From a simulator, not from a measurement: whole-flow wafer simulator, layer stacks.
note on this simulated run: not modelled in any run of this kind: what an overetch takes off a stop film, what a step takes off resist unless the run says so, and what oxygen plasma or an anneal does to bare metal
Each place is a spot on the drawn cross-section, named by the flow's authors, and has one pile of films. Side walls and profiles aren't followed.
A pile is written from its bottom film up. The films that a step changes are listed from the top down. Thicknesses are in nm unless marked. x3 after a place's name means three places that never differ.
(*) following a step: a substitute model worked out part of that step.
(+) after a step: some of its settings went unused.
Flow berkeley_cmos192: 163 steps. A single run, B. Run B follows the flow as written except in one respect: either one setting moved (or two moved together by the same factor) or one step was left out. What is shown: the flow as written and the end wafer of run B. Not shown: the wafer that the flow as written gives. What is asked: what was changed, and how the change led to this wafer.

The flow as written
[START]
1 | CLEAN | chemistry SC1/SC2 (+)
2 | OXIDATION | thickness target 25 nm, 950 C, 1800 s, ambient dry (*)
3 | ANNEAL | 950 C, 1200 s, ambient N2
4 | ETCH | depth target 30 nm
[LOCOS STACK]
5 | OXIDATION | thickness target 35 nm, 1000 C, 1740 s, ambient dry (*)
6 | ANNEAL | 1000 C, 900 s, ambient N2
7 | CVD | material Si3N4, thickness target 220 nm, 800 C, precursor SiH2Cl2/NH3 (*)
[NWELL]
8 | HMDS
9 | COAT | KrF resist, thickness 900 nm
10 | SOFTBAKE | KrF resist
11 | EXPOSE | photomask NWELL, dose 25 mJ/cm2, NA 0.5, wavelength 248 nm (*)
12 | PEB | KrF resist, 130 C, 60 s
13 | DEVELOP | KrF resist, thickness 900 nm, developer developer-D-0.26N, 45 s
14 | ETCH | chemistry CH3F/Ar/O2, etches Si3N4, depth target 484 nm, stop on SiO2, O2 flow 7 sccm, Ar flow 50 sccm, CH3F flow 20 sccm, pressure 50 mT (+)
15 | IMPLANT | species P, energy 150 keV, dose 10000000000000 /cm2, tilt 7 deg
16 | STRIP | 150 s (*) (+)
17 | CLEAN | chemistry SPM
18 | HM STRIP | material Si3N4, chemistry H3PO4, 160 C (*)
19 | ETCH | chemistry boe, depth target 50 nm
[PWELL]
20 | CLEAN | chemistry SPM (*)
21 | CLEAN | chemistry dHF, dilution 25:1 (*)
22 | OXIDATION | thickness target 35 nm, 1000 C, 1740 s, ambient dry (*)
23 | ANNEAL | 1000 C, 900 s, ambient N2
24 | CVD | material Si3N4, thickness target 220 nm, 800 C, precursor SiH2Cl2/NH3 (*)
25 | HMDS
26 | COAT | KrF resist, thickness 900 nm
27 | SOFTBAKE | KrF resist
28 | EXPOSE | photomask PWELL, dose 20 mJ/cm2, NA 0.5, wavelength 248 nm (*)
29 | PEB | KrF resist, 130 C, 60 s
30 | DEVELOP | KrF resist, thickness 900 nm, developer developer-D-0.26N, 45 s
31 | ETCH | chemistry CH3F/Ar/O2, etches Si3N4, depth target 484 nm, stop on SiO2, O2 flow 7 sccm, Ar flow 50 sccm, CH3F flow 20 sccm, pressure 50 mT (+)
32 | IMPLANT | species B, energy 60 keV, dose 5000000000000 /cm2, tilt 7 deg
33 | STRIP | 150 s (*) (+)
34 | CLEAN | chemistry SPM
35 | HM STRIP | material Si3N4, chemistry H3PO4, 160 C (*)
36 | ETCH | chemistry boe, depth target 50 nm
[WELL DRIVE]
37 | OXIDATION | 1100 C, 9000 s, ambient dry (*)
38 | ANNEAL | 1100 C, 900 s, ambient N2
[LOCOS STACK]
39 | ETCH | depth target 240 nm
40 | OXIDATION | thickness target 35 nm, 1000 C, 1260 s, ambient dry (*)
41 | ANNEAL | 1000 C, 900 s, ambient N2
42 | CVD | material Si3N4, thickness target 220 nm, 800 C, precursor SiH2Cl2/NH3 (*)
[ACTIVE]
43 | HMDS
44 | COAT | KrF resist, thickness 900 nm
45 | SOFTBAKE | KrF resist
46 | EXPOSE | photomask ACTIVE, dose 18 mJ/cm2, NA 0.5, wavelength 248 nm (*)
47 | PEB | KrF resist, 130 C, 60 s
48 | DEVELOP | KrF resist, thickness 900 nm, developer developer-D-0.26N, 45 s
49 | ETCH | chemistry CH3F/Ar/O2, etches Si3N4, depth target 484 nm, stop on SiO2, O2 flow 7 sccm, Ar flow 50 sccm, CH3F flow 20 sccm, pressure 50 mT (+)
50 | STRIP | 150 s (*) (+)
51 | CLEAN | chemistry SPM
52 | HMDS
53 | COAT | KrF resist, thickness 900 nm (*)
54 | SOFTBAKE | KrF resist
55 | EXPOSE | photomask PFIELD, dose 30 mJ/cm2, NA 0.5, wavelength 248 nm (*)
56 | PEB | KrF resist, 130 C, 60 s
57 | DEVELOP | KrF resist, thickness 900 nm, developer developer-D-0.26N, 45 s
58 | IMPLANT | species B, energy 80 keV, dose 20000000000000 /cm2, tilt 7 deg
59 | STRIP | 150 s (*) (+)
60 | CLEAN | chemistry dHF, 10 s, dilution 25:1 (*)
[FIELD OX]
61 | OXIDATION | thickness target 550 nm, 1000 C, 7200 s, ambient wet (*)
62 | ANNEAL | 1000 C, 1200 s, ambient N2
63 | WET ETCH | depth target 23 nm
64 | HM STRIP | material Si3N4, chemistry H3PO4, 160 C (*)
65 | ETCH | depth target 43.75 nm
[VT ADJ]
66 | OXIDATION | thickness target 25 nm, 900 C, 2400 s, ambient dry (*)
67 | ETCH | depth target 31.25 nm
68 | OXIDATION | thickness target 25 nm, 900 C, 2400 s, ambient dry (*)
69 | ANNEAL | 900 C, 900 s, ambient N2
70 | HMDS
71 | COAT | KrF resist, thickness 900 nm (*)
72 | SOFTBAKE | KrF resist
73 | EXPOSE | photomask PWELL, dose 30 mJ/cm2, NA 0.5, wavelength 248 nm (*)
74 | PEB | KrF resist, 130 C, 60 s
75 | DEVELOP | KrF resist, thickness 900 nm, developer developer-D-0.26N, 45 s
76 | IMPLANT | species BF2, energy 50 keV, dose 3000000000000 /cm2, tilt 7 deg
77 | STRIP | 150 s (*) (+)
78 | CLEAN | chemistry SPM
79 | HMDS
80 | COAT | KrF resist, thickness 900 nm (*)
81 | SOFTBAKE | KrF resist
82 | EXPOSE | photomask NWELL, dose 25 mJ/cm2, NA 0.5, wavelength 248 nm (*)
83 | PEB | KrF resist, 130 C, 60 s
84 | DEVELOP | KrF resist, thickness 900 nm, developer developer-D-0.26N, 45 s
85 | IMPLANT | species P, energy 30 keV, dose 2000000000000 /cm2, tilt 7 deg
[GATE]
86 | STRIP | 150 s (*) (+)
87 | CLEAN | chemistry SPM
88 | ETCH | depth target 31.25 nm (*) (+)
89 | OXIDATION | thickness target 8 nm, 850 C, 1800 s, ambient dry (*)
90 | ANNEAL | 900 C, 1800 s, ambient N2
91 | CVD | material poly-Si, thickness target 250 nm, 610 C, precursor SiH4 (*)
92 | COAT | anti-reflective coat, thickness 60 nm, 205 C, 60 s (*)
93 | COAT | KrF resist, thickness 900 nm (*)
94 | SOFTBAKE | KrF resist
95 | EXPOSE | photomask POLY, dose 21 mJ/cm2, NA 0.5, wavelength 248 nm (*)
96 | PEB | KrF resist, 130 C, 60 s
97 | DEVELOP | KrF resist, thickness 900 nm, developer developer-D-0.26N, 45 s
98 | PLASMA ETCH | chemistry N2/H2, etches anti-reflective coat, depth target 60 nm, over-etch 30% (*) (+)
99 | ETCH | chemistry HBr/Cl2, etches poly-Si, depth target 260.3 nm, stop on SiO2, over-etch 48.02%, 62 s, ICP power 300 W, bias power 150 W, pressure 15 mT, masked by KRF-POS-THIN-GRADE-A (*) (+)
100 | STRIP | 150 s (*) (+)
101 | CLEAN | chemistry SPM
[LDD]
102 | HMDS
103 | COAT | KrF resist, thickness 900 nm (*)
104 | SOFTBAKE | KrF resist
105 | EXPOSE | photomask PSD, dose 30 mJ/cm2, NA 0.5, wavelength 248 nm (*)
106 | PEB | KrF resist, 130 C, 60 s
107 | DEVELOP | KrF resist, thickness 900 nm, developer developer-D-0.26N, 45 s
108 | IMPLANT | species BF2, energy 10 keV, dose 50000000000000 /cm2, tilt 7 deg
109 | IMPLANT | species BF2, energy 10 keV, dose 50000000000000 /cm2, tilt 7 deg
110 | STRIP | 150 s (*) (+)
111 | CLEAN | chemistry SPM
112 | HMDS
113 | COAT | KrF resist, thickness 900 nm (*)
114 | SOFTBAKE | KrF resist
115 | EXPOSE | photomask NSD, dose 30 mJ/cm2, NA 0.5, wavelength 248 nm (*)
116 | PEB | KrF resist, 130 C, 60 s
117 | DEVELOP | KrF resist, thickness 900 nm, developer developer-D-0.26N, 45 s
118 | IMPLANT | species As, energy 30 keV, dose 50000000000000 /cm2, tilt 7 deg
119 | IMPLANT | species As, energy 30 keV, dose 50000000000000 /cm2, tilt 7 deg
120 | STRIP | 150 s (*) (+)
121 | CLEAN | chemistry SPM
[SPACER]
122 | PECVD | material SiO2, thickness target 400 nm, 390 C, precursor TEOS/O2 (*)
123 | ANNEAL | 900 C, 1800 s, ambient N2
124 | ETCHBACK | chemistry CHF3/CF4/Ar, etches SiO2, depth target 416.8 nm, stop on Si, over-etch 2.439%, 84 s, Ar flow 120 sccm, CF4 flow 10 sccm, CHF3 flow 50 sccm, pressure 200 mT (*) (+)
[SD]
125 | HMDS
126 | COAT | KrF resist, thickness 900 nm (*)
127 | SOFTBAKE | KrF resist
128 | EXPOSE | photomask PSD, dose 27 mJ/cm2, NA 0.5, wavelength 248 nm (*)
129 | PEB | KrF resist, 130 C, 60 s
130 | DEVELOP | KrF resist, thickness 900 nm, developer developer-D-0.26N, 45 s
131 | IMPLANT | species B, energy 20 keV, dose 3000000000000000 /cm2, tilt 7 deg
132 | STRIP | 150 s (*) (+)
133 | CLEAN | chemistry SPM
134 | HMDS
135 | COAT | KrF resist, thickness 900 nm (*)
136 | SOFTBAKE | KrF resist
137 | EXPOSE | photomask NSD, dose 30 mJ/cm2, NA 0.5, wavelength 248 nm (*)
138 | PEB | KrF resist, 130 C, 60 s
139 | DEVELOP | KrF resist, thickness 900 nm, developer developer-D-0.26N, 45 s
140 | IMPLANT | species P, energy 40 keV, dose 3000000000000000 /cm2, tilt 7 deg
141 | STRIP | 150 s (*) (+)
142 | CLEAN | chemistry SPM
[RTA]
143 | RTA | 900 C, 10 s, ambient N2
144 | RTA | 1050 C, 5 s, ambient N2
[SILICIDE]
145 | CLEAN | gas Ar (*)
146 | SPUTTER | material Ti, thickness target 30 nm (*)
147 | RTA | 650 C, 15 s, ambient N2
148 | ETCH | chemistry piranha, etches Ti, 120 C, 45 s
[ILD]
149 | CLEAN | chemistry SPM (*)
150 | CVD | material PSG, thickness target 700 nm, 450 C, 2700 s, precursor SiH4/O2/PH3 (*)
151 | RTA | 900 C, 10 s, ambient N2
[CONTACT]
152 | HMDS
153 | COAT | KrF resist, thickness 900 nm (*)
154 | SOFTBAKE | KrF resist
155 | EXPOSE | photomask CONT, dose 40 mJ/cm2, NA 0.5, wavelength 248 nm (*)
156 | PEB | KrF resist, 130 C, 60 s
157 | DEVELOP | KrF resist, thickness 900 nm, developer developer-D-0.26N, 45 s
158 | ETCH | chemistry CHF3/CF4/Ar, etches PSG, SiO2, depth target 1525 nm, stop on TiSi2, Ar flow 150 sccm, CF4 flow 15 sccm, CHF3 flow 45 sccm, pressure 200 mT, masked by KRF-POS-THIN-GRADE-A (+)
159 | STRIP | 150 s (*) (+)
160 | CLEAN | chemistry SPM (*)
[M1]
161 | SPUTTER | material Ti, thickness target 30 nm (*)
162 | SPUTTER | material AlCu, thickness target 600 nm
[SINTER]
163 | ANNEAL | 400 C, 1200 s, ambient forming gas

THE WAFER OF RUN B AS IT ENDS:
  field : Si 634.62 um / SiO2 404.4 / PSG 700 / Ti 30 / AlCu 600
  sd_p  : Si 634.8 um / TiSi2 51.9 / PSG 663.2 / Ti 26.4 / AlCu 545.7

What caused this: step 67, ETCH: depth target 21.88 nm was run, whereas the flow has depth target 31.25 nm.

The path from the change to this, step by step:
  67 | ETCH | depth target 31.25 nm
      field: SiO2 loses 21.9 (in the flow as written it would be: SiO2 loses 31.2)
  92 | COAT | anti-reflective coat, thickness 60 nm, 205 C, 60 s (*)
      sd_n: anti-reflective coat gains 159 (new film) (in the flow as written it would be: anti-reflective coat gains 152.4 (new film))
      spacer_n: anti-reflective coat gains 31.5 (new film) (in the flow as written it would be: anti-reflective coat gains 33.8 (new film))
      (and at 4 other places as well)
  98 | PLASMA ETCH | chemistry N2/H2, etches anti-reflective coat, depth target 60 nm, over-etch 30% (*) (+)
      sd_n: anti-reflective coat loses 159 (all of it), poly-Si loses 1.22 (in the flow as written it would be: anti-reflective coat loses 152.4 (all of it), poly-Si loses 1.17)
      spacer_n: anti-reflective coat loses 31.5 (all of it), poly-Si loses 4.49 (in the flow as written it would be: anti-reflective coat loses 33.8 (all of it), poly-Si loses 4.21)
      (and at 2 other places as well)
  100 | STRIP | 150 s (*) (+)
      gate: chemical SiO2 gains 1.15 (new film), KrF resist loses 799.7 (all of it), anti-reflective coat loses 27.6 (all of it), poly-Si loses 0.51 (in the flow as written it would be: chemical SiO2 gains 1.15 (new film), KrF resist loses 791.8 (all of it), anti-reflective coat loses 30 (all of it), poly-Si loses 0.51)
      gate_p: chemical SiO2 gains 1.15 (new film), KrF resist loses 770.3 (all of it), anti-reflective coat loses 29.3 (all of it), poly-Si loses 0.51 (in the flow as written it would be: chemical SiO2 gains 1.15 (new film), KrF resist loses 765.1 (all of it), anti-reflective coat loses 31 (all of it), poly-Si loses 0.51)
